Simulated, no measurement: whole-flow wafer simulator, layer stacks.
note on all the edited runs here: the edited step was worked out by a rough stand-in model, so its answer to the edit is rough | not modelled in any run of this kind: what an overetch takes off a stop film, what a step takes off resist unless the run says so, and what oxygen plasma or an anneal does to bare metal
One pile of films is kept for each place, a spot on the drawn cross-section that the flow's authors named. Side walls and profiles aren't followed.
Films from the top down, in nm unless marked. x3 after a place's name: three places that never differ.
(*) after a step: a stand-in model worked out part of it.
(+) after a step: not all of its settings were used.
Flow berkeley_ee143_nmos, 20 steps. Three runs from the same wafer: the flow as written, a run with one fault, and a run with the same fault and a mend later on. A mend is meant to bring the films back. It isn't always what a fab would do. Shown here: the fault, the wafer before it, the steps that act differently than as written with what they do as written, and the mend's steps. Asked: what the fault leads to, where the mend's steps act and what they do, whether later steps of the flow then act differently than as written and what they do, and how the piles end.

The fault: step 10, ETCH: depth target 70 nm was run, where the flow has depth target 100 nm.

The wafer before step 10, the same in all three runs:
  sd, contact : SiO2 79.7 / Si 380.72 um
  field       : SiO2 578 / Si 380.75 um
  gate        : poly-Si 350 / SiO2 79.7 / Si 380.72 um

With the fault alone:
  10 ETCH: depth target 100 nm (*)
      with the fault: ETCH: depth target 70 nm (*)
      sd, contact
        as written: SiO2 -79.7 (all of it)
        with the fault: SiO2 -70
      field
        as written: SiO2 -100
        with the fault: SiO2 -70
  Later steps of the flow that act differently than as written (1 more step differs only slightly, by at most 2% or 0.5 nm, whichever is larger, and isn't shown):
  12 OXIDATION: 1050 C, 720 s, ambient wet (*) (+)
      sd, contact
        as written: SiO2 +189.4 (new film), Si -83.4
        with the fault: SiO2 +183.2, Si -80.6
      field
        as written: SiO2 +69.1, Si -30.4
        with the fault: SiO2 +66.3, Si -29.2
  At the end the piles differ from the flow's by more than 2% or 0.5 nm, whichever is larger, at field.
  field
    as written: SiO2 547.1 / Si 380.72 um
    with the fault: SiO2 574.2 / Si 380.72 um

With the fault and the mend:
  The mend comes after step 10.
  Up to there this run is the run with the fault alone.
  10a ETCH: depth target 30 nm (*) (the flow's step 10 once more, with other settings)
      sd, contact
        SiO2 -9.69 (all of it)
      field
        SiO2 -30
  No later step of the flow acts differently than as written at any place that is followed.
  At the end the piles are the same as the flow's at every place that both follow.
